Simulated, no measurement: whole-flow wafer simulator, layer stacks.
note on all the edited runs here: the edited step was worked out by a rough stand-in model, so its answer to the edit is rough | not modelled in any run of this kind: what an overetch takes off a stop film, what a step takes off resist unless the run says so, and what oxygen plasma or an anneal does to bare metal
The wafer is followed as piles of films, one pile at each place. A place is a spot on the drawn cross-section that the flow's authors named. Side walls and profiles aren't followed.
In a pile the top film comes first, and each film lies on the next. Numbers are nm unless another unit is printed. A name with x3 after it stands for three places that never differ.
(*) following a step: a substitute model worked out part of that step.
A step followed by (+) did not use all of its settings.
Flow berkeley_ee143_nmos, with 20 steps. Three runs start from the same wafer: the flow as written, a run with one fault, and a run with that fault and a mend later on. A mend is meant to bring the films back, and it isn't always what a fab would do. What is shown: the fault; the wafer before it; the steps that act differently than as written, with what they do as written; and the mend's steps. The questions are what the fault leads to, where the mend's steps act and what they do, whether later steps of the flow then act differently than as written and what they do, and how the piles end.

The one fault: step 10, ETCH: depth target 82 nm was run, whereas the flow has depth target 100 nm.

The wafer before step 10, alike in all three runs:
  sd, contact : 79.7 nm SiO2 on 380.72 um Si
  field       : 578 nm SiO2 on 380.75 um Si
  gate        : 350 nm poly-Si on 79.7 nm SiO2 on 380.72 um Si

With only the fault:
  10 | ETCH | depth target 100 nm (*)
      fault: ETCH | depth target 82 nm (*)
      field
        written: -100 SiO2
        fault: -82 SiO2
  Steps later in the flow that act otherwise than as written:
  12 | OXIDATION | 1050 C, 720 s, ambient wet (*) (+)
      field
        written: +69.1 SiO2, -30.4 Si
        fault: +67.4 SiO2, -29.6 Si
  The piles end different from the flow's at field by more than 2% or 0.5 nm, whichever is larger.
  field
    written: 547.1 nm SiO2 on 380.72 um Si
    fault: 563.4 nm SiO2 on 380.72 um Si

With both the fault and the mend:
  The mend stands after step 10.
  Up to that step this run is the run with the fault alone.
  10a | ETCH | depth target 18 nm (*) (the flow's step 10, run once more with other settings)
      field
        -18 SiO2
  None of the later steps of the flow acts differently than as written at any place that is followed.
  At every place that both follow, the piles at the end match the flow's.
